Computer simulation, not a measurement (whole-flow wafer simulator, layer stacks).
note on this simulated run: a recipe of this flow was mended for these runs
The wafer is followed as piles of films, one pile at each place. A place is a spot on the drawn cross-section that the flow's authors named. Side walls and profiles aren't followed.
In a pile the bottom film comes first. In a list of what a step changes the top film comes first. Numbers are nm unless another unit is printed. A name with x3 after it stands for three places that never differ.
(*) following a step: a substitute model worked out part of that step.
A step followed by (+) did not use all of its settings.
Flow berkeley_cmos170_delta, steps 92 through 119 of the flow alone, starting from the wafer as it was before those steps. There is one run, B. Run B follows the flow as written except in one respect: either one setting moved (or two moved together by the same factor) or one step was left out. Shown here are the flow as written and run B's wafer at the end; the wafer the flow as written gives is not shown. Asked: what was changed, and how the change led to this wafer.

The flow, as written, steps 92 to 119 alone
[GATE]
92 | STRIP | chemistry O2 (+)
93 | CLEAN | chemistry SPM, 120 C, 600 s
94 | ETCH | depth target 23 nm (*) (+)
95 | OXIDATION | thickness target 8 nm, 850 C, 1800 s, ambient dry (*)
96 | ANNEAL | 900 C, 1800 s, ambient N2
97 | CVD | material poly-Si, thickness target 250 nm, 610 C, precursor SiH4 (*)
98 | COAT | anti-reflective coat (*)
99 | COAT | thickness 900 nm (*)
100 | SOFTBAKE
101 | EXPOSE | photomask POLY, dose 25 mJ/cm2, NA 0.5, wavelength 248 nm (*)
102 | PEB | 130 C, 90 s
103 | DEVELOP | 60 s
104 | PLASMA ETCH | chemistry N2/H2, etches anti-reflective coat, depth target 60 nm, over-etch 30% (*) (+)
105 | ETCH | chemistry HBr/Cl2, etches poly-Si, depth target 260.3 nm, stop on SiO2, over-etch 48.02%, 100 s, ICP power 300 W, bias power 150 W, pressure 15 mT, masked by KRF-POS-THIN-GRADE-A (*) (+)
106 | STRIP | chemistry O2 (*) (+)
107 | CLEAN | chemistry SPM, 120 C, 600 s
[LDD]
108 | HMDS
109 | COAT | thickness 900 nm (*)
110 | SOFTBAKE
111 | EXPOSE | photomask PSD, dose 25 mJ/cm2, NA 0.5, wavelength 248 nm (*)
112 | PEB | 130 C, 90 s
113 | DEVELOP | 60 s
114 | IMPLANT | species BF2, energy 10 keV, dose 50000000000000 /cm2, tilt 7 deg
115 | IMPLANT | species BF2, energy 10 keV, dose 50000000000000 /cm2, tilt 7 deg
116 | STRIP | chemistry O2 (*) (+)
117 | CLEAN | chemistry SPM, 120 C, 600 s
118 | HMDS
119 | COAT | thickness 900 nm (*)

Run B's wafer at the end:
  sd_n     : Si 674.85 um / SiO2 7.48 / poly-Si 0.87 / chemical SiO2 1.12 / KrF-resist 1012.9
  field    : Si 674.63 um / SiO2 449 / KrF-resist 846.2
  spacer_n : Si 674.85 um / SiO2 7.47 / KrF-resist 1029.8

What caused this: step 97, CVD: thickness target 388 nm was run, though the flow has thickness target 250 nm.

How this came from the change, step by step:
  97 | CVD | material poly-Si, thickness target 250 nm, 610 C, precursor SiH4 (*)
      field, sd_n, spacer_n and 6 more: +388 poly-Si (new film) (as written it would have been: +250 poly-Si (new film))
  98 | COAT | anti-reflective coat (*)
      field: +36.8 anti-reflective coat (new film) (as written it would have been: +35.2 anti-reflective coat (new film))
      sd_n: +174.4 anti-reflective coat (new film) (as written it would have been: +166.5 anti-reflective coat (new film))
      (also at 1 further place)
  104 | PLASMA ETCH | chemistry N2/H2, etches anti-reflective coat, depth target 60 nm, over-etch 30% (*) (+)
      field: -36.8 anti-reflective coat (all of it), -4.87 poly-Si (as written it would have been: -35.2 anti-reflective coat (all of it), -4.65 poly-Si)
      sd_n: -174.4 anti-reflective coat (all of it), -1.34 poly-Si (as written it would have been: -166.5 anti-reflective coat (all of it), -1.28 poly-Si)
      (also at 1 further place)
  105 | ETCH | chemistry HBr/Cl2, etches poly-Si, depth target 260.3 nm, stop on SiO2, over-etch 48.02%, 100 s, ICP power 300 W, bias power 150 W, pressure 15 mT, masked by KRF-POS-THIN-GRADE-A (*) (+)
      field: -383.1 poly-Si (all of it) (as written it would have been: -245.4 poly-Si (all of it), -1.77 SiO2)
      sd_n: -385.3 poly-Si (as written it would have been: -248.7 poly-Si (all of it), -1.52 SiO2)
      (also at 5 further places)
  106 | STRIP | chemistry O2 (*) (+)
      sd_n: +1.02 chemical SiO2 (new film), -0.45 poly-Si (as written it would have been: nothing)
  109 | COAT | thickness 900 nm (*)
      spacer_n: +1029.8 KrF-resist (new film) (as written it would have been: +1008.7 KrF-resist (new film))
      gate: +645.4 KrF-resist (new film) (as written it would have been: +758.7 KrF-resist (new film))
      (also at 2 further places)
  113 | DEVELOP | 60 s
      spacer_p: -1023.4 KrF-resist (all of it) (as written it would have been: -1002.9 KrF-resist (all of it))
      gate_p: -639.4 KrF-resist (all of it) (as written it would have been: -752.9 KrF-resist (all of it))
  116 | STRIP | chemistry O2 (*) (+)
      spacer_n: -1012.5 KrF-resist (all of it) (as written it would have been: -991.4 KrF-resist (all of it))
      gate: -629.2 KrF-resist (all of it), +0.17 chemical SiO2 (as written it would have been: -742.2 KrF-resist (all of it), +0.17 chemical SiO2)
  119 | COAT | thickness 900 nm (*)
      spacer_n: +1029.8 KrF-resist (new film) (as written it would have been: +1008.1 KrF-resist (new film))
      gate: +645.4 KrF-resist (new film) (as written it would have been: +758 KrF-resist (new film))
      (also at 2 further places)
